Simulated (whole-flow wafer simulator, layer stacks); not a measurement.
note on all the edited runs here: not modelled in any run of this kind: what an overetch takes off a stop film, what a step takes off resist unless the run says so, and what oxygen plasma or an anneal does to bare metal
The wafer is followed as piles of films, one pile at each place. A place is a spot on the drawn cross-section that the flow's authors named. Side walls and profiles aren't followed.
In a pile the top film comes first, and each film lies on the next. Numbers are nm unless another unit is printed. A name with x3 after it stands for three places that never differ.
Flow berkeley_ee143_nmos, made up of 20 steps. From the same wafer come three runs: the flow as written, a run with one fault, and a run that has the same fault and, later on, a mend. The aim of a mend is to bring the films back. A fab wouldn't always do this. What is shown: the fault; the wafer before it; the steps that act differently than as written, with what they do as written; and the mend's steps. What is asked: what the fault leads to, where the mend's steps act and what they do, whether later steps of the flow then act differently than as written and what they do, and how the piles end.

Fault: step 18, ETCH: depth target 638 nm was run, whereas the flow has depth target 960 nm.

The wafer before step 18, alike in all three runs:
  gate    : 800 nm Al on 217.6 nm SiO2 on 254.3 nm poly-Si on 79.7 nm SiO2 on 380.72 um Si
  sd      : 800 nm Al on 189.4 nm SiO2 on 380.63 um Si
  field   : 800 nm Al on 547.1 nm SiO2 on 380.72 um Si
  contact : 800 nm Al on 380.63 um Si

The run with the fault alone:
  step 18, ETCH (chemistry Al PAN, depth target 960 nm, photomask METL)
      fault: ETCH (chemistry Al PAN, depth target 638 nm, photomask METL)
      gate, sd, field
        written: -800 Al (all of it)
        fault: -638 Al
  Later steps of the flow that are run all act as written at every place that is followed.
  By the end, the piles at gate, sd, field depart from the flow's by more than 2% or 0.5 nm, whichever is larger.
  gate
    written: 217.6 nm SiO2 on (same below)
    fault: 162 nm Al on 217.6 nm SiO2 on (same below)
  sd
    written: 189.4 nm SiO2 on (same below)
    fault: 162 nm Al on 189.4 nm SiO2 on (same below)
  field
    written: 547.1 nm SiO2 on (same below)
    fault: 162 nm Al on 547.1 nm SiO2 on (same below)

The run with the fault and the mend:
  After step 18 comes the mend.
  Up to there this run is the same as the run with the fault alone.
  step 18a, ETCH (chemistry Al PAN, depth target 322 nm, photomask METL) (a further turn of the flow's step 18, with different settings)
      gate, sd, field
        -162 Al (all of it)
  Later steps of the flow that are run all act as written at every place that is followed.
  At every place that both follow, the piles at the end match the flow's.
